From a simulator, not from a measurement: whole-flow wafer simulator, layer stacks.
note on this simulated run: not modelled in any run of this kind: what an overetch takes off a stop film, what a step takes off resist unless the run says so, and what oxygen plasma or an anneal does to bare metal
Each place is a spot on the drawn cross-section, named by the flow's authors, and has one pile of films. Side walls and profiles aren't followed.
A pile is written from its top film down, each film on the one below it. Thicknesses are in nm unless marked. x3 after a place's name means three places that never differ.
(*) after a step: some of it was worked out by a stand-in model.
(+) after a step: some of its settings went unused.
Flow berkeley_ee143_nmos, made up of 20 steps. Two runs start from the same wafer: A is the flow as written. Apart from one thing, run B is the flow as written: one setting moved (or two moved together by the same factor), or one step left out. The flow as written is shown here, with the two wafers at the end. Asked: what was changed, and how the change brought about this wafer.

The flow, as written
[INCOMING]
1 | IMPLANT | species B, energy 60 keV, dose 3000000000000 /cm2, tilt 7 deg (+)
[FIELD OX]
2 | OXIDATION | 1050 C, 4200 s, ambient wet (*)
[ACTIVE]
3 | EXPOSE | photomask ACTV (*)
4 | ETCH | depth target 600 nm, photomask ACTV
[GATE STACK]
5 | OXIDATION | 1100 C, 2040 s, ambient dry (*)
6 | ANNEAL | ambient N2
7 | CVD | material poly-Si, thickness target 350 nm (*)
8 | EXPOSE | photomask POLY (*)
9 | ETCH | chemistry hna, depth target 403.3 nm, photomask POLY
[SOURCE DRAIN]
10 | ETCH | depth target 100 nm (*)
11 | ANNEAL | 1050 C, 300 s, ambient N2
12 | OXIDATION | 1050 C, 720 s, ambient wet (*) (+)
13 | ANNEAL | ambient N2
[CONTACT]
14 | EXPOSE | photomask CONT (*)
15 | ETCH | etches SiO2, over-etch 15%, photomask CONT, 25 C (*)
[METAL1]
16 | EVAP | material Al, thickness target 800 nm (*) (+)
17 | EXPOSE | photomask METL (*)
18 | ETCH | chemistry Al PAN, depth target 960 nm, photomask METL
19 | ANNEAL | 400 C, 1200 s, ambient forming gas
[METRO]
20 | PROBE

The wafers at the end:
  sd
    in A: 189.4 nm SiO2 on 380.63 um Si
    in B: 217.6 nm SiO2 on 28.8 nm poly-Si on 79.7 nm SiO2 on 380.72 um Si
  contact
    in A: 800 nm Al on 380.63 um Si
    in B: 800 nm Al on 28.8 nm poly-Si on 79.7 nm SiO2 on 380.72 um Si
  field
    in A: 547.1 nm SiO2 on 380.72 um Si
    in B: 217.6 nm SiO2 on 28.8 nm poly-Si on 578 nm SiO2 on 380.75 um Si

What caused this: step 9, ETCH: depth target 225.5 nm was run, whereas the flow has depth target 403.3 nm.

Step by step, how the change led to this:
  9 | ETCH | chemistry hna, depth target 403.3 nm, photomask POLY
      sd, contact, field: A poly-Si loses 350 (all of it) | B poly-Si loses 225.5
  10 | ETCH | depth target 100 nm (*)
      sd, contact: A SiO2 loses 79.7 (all of it) | B nothing
      field: A SiO2 loses 100 | B nothing
  12 | OXIDATION | 1050 C, 720 s, ambient wet (*) (+)
      sd, contact: A SiO2 gains 189.4 (new film), Si loses 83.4 | B SiO2 gains 217.6 (new film), poly-Si loses 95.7
      field: A SiO2 gains 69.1, Si loses 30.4 | B SiO2 gains 217.6 (new film), poly-Si loses 95.7
  15 | ETCH | etches SiO2, over-etch 15%, photomask CONT, 25 C (*)
      contact: A SiO2 loses 189.4 (all of it) | B SiO2 loses 217.6 (all of it)
